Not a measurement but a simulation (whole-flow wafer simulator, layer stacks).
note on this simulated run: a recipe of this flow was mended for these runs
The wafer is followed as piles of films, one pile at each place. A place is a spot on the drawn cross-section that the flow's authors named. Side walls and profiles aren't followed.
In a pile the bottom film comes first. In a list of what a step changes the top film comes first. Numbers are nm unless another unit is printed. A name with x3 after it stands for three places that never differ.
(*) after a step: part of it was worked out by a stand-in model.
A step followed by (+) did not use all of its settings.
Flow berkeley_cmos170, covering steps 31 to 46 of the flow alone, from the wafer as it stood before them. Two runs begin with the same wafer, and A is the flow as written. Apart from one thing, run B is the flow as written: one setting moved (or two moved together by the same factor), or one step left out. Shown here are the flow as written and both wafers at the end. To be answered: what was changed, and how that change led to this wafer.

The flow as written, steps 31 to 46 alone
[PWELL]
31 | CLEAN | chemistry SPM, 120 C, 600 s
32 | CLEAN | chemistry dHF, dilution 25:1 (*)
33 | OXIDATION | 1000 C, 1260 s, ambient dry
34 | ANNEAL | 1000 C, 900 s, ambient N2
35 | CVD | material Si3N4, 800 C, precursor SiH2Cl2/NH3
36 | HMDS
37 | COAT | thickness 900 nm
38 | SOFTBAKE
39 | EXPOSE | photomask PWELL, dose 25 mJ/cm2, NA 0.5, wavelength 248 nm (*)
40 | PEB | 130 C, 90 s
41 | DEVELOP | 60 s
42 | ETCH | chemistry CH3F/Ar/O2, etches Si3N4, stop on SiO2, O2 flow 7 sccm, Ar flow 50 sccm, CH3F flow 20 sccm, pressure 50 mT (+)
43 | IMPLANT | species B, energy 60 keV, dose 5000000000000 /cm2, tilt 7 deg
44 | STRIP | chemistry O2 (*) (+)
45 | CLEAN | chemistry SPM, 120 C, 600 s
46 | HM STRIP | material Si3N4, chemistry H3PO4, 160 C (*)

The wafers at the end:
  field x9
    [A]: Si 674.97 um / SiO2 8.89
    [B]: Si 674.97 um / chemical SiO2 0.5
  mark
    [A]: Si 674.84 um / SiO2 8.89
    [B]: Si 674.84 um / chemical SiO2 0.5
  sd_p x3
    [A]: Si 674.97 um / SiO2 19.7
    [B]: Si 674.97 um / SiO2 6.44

What caused this: step 46, HM STRIP: 171 C was run, though the flow has 160 C.

How this came from the change, step by step:
  46 | HM STRIP | material Si3N4, chemistry H3PO4, 160 C (*)
      field x9, mark: A -14 SiO2 | B +0.5 chemical SiO2 (new film), -22.9 SiO2 (all of it), -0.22 Si
      sd_p x3: A -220 Si3N4 (all of it), -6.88 SiO2 | B -220 Si3N4 (all of it), -20.1 SiO2
